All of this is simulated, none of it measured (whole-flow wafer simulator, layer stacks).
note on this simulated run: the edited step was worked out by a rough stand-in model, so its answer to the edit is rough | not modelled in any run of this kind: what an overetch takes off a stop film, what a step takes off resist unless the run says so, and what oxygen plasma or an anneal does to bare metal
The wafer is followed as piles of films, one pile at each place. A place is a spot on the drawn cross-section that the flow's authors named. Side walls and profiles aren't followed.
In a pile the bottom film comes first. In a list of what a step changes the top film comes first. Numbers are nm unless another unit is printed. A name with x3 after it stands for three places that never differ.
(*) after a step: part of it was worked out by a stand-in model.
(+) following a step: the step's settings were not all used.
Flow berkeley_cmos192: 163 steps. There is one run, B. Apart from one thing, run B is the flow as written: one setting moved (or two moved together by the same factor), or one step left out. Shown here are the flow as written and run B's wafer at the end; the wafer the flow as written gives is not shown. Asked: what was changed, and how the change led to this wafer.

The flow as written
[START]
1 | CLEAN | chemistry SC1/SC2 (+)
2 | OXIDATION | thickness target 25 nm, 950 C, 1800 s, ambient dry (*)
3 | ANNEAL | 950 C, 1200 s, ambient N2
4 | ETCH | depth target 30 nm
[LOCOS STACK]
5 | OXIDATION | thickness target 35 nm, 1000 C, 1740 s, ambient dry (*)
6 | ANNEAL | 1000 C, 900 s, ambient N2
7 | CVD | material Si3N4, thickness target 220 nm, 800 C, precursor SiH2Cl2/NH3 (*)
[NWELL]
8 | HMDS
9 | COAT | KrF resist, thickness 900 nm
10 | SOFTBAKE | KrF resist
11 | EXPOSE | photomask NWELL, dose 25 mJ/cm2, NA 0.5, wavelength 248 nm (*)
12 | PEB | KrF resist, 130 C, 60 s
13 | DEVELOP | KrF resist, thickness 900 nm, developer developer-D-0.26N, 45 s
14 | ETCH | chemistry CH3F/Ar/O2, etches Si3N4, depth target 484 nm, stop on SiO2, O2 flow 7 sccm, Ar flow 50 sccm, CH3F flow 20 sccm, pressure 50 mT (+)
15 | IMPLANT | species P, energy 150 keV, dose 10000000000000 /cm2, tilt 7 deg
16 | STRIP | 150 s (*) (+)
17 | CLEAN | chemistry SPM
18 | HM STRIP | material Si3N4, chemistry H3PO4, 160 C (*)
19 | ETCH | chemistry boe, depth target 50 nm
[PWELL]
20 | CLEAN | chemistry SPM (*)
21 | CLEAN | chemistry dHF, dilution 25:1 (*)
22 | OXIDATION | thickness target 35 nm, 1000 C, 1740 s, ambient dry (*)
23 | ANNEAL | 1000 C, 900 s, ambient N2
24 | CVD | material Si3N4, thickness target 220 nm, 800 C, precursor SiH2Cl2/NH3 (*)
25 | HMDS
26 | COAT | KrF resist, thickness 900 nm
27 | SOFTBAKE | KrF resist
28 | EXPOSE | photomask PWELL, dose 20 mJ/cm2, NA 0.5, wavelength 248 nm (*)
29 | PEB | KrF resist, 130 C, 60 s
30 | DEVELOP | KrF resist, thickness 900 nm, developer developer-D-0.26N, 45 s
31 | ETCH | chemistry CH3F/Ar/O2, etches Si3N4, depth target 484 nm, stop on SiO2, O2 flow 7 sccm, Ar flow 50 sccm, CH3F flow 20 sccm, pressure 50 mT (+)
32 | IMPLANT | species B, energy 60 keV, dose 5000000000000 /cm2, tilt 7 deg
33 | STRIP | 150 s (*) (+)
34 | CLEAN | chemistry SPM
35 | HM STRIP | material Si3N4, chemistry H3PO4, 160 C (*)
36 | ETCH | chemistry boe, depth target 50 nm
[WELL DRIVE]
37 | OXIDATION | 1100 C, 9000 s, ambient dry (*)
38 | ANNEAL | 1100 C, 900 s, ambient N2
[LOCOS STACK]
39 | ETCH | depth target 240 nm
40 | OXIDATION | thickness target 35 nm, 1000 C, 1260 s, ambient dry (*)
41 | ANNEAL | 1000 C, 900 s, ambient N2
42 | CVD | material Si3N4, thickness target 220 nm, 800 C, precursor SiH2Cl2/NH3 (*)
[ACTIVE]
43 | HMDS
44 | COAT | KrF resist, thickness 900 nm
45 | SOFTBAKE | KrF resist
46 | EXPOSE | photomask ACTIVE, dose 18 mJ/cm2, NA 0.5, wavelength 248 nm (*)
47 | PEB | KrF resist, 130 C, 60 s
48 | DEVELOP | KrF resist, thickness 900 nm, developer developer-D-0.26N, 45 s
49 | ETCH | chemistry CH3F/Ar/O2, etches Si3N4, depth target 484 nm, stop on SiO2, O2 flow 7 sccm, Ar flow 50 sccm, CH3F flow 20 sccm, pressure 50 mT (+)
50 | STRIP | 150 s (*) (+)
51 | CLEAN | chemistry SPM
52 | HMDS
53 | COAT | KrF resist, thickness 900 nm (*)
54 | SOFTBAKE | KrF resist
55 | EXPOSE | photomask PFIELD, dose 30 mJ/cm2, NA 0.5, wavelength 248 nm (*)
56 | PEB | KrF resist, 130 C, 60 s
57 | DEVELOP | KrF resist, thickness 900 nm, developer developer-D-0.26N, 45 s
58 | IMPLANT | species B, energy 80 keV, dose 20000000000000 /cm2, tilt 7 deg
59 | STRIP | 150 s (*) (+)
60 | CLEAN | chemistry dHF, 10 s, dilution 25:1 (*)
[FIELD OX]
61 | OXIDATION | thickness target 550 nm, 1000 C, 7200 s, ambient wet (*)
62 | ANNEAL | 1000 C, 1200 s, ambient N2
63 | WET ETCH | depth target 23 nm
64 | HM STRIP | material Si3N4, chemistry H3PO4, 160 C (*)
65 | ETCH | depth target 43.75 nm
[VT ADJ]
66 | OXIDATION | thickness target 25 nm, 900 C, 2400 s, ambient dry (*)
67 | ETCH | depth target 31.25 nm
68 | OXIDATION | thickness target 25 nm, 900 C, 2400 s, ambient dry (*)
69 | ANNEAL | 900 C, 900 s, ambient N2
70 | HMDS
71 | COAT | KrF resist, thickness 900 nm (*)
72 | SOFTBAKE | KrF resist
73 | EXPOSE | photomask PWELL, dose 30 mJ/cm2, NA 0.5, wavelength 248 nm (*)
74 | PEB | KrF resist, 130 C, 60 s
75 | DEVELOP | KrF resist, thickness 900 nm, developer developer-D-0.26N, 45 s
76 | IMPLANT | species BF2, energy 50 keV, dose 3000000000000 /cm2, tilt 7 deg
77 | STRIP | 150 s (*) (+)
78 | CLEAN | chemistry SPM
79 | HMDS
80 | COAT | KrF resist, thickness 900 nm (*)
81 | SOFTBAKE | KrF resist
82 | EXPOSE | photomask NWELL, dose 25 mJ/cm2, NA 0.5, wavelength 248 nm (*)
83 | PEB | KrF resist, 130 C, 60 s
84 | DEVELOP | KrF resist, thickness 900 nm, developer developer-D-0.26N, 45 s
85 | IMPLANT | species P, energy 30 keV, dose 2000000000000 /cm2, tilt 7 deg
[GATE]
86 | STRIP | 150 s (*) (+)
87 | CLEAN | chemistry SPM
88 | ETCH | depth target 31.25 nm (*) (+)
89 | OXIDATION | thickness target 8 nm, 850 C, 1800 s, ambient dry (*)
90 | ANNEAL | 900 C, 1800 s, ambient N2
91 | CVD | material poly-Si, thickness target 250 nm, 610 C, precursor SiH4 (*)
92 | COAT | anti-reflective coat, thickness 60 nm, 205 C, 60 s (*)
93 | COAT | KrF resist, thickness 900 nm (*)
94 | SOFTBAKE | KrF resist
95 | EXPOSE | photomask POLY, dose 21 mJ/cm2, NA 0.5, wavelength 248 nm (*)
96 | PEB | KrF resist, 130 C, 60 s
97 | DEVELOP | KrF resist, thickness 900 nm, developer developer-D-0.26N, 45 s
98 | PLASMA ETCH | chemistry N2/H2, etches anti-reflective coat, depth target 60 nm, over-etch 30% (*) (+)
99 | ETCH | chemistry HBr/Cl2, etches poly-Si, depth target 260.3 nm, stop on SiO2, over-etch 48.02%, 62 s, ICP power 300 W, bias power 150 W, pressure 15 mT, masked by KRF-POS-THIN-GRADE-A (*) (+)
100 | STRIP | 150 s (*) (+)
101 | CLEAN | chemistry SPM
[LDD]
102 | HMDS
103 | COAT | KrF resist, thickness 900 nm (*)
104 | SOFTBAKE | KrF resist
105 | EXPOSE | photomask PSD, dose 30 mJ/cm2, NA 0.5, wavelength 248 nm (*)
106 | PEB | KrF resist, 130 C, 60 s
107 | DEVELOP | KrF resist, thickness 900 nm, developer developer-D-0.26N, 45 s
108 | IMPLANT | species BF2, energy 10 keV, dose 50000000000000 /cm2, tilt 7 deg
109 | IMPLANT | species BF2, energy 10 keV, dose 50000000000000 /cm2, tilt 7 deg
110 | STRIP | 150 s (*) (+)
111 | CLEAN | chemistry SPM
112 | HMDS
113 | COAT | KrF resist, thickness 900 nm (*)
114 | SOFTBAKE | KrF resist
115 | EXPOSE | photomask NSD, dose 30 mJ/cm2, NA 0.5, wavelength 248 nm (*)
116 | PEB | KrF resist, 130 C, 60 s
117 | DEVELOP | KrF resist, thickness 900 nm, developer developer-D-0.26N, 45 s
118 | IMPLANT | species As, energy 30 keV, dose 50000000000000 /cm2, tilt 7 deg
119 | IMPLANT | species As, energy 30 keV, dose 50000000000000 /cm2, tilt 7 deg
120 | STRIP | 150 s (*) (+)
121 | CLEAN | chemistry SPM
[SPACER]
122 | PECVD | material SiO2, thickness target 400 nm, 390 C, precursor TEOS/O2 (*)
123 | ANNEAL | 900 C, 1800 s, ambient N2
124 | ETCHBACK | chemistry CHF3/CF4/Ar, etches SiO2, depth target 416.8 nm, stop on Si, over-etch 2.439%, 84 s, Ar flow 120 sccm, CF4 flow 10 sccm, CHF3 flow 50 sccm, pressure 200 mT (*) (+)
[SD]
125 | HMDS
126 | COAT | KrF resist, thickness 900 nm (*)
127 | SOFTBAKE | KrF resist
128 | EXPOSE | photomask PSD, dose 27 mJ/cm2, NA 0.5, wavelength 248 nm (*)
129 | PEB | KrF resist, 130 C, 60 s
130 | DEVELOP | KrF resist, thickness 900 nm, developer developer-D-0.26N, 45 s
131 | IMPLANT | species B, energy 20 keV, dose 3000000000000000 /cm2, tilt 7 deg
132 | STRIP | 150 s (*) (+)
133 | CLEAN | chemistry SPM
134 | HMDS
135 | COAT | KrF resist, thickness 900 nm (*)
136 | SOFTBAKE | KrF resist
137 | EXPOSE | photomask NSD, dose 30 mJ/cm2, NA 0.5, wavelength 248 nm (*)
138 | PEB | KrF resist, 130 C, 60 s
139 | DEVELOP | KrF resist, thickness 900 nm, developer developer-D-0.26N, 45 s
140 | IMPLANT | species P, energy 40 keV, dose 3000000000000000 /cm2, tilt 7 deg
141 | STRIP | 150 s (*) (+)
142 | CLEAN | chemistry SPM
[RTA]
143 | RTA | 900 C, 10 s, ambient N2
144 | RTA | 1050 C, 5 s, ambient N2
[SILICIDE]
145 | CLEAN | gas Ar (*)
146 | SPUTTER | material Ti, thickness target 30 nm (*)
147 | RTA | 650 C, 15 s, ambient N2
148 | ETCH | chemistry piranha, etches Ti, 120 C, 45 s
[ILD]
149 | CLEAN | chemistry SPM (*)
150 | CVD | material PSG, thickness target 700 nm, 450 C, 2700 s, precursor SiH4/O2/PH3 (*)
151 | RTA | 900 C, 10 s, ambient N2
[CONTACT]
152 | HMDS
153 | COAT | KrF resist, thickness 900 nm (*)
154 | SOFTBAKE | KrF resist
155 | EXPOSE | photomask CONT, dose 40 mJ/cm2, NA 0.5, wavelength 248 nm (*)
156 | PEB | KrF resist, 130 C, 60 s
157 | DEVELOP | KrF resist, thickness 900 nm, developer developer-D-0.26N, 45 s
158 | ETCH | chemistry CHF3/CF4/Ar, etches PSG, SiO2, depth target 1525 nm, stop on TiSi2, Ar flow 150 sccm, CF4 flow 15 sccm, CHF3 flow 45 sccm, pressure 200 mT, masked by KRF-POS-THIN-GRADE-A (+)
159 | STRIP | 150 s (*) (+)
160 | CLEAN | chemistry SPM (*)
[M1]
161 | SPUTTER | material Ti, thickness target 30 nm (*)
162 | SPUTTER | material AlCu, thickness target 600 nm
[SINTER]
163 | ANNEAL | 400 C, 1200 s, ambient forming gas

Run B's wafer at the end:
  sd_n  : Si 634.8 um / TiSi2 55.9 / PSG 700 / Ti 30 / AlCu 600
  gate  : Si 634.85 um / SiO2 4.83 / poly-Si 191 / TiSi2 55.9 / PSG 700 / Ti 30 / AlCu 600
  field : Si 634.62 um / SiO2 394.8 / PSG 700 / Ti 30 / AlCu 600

Cause: step 89, OXIDATION: 810 s was run, whereas the flow has 1800 s.

How this came from the change, step by step:
  89 | OXIDATION | thickness target 8 nm, 850 C, 1800 s, ambient dry (*)
      sd_n, spacer_n, gate, sd_p, spacer_p, gate_p, contact, m1: +4.83 SiO2 (new film), -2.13 Si (in the flow as written it would be: +7.48 SiO2 (new film), -3.29 Si)
